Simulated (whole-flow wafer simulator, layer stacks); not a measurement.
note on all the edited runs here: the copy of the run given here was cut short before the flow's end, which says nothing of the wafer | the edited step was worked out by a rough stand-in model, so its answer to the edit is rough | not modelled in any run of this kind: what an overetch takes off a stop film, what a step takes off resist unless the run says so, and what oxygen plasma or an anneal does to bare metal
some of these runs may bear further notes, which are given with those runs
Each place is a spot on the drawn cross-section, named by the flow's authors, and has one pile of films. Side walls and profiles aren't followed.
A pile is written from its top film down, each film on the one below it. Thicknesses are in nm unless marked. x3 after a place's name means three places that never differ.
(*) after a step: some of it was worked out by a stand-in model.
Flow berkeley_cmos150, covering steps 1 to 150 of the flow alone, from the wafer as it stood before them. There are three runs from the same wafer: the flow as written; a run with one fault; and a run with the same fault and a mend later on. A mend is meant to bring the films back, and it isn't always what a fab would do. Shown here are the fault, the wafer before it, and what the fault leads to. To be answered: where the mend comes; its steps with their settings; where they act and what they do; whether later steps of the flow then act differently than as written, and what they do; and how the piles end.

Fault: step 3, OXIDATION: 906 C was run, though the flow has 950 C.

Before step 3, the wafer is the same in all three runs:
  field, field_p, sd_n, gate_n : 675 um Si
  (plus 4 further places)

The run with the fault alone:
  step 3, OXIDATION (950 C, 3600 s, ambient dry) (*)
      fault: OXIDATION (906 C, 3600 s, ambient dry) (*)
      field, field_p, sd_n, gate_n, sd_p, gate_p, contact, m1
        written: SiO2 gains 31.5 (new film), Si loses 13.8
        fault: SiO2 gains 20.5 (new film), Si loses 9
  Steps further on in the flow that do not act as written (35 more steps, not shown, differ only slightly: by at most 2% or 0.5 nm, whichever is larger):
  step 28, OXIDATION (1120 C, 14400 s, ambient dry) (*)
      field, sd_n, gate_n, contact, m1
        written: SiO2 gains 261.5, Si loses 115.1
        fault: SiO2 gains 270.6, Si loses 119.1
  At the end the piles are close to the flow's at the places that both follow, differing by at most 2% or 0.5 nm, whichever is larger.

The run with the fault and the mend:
  The mend follows step 4.
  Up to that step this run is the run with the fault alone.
  step 4a, OXIDATION (950 C, 1633 s, ambient dry) (*) (the flow's step 3 again, with other settings)
      field, field_p, sd_n, gate_n, sd_p, gate_p, contact, m1
        SiO2 gains 10.9, Si loses 4.81
  Later steps of the flow that are run all act as written at every place that is followed.
  The piles end the same as the flow's at every place that both follow.
